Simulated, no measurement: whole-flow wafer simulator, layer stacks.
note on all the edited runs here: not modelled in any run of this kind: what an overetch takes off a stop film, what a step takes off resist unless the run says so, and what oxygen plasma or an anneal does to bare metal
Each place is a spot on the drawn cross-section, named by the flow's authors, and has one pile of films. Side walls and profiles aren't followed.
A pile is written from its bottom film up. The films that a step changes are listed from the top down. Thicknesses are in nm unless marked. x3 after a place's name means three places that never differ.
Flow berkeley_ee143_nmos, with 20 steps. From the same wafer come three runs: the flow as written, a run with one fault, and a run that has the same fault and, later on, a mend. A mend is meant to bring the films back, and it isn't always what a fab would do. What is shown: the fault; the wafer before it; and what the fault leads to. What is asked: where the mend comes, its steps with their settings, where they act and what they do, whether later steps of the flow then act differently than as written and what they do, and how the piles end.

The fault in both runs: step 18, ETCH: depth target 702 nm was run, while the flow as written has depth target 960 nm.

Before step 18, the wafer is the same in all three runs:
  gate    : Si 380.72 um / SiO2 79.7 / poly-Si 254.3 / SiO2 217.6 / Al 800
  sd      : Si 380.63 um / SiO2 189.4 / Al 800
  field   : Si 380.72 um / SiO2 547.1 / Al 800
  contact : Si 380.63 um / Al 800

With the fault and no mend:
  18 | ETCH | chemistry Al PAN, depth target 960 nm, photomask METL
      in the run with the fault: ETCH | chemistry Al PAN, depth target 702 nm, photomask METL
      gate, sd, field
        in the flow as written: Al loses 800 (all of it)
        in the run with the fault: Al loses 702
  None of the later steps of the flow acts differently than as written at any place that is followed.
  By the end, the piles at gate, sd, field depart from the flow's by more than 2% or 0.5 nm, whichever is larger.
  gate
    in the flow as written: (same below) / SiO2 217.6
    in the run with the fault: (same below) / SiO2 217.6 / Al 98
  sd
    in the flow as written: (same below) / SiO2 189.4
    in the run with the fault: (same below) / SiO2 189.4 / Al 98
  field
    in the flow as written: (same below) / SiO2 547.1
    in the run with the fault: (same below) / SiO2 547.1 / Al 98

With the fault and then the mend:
  After step 18 comes the mend.
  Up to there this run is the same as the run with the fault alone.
  18a | ETCH | chemistry Al PAN, depth target 258 nm, photomask METL (the flow's step 18, run once more with other settings)
      gate, sd, field
        Al loses 98 (all of it)
  None of the later steps of the flow acts differently than as written at any place that is followed.
  The piles end the same as the flow's at every place that both follow.
